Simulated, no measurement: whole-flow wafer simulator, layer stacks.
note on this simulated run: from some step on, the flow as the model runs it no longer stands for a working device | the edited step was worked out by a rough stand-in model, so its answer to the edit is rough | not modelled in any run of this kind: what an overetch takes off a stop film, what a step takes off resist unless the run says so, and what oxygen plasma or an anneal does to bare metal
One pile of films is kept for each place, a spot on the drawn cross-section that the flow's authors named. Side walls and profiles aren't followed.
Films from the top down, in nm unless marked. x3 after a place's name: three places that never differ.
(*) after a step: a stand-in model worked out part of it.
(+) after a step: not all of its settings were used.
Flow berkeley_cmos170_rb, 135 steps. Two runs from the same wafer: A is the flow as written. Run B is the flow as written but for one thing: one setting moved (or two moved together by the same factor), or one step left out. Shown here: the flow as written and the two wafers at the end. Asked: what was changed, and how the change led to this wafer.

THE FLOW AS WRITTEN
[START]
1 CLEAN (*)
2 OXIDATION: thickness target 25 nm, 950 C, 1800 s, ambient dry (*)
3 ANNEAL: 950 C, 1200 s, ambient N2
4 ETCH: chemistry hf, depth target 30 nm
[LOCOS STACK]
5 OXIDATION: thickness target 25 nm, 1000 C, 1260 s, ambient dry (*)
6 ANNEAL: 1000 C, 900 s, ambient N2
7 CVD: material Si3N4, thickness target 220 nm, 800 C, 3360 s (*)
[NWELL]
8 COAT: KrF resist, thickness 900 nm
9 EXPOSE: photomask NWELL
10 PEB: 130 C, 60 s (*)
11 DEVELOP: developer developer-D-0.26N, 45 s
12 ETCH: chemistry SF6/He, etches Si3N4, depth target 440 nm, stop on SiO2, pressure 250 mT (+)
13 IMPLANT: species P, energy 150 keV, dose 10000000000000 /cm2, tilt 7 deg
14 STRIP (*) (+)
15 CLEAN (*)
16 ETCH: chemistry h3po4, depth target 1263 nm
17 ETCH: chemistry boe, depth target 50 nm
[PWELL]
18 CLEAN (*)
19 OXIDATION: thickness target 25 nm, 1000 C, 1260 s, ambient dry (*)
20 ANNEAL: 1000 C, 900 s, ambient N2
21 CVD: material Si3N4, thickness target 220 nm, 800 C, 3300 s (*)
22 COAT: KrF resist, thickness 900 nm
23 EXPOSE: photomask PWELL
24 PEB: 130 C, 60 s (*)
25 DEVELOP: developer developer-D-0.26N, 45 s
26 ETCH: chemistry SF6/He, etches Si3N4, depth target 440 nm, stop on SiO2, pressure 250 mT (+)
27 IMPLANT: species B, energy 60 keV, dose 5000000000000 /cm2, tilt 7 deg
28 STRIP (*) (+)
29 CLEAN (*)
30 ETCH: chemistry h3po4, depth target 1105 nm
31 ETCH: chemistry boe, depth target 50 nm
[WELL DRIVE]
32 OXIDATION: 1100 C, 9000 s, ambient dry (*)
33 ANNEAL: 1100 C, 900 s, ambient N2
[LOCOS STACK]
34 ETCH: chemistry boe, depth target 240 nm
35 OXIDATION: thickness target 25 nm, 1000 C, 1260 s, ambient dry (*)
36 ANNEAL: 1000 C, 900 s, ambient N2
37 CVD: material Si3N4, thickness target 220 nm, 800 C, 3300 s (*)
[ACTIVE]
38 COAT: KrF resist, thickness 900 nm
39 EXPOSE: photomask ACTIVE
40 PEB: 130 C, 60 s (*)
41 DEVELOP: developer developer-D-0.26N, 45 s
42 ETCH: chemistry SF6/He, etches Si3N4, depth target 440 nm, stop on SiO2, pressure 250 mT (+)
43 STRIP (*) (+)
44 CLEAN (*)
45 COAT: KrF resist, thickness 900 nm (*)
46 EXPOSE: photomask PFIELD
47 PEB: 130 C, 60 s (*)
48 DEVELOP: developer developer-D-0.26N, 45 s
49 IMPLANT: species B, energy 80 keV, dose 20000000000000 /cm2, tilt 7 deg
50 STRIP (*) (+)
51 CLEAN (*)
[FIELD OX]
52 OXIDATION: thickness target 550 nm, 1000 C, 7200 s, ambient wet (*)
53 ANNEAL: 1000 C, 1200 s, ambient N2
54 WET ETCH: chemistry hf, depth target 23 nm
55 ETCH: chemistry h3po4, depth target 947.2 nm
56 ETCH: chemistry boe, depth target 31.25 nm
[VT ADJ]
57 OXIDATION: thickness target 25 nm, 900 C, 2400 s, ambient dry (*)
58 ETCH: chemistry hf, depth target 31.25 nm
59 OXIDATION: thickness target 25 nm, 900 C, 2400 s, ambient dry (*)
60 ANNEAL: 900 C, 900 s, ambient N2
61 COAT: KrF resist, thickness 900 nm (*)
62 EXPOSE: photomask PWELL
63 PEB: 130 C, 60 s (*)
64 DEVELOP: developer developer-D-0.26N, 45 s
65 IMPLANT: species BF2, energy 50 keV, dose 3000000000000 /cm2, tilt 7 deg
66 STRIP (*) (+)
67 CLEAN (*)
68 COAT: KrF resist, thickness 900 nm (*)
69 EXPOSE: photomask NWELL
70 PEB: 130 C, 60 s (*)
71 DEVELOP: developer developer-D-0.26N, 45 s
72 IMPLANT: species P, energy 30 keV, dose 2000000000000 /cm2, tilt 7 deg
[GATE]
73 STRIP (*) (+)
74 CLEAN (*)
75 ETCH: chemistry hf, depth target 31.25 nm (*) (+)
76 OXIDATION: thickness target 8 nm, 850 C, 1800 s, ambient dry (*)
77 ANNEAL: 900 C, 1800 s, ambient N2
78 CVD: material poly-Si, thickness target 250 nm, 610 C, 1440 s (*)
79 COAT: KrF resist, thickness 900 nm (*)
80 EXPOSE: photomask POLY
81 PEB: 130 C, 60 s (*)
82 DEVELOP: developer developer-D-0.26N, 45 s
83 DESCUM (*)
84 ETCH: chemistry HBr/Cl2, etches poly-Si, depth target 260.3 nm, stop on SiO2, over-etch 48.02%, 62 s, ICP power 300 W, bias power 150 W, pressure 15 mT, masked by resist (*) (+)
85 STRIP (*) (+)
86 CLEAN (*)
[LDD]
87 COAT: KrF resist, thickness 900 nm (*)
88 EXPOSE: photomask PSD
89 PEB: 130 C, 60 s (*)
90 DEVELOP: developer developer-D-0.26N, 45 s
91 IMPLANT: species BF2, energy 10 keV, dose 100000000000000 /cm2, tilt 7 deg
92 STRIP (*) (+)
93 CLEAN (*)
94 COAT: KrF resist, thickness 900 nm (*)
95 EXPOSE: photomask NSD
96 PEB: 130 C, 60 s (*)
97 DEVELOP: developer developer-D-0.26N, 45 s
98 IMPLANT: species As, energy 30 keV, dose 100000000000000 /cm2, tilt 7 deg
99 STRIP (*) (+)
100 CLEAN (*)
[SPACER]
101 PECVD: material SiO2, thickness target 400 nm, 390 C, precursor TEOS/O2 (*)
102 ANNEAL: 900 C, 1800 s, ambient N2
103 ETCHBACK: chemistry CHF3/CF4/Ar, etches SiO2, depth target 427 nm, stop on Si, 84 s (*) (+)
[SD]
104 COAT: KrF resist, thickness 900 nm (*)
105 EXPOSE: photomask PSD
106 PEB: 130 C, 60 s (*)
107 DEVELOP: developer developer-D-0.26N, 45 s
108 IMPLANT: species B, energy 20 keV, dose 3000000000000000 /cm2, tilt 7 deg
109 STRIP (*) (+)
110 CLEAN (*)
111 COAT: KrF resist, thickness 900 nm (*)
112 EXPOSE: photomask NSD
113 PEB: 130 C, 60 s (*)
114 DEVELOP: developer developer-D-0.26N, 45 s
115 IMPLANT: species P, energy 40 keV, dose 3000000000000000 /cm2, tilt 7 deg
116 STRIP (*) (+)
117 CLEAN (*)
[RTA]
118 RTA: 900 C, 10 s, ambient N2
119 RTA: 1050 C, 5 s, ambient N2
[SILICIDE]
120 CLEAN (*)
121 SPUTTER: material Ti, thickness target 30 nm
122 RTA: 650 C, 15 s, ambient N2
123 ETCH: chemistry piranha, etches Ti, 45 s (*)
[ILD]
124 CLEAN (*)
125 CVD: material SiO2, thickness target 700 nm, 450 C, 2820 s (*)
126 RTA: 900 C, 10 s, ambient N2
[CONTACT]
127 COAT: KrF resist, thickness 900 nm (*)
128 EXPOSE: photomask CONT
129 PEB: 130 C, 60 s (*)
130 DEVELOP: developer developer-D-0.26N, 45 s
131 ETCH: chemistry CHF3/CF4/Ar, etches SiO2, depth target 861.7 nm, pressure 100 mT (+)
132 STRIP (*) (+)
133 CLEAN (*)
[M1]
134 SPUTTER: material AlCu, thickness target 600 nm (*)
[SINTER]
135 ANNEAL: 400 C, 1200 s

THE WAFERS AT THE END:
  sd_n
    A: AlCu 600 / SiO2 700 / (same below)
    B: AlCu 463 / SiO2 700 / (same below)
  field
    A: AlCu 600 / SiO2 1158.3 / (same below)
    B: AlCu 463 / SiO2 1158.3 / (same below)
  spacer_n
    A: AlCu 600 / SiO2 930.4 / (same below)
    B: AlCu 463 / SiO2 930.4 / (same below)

The cause: step 134, SPUTTER: thickness target 463 nm was run, where the flow has thickness target 600 nm.
It can be read off the wafer: sd_n has AlCu 463, and step 134 as written asks for 600 nm.

How the change led to this, step by step:
  134 SPUTTER: material AlCu, thickness target 600 nm (*)
      field, sd_n, spacer_n, gate, spacer_p, gate_p, m1: A AlCu +600 (new film) | B AlCu +463 (new film)
      sd_p: A AlCu +545.9 (new film) | B AlCu +416.4 (new film)
      (and at 1 more place)
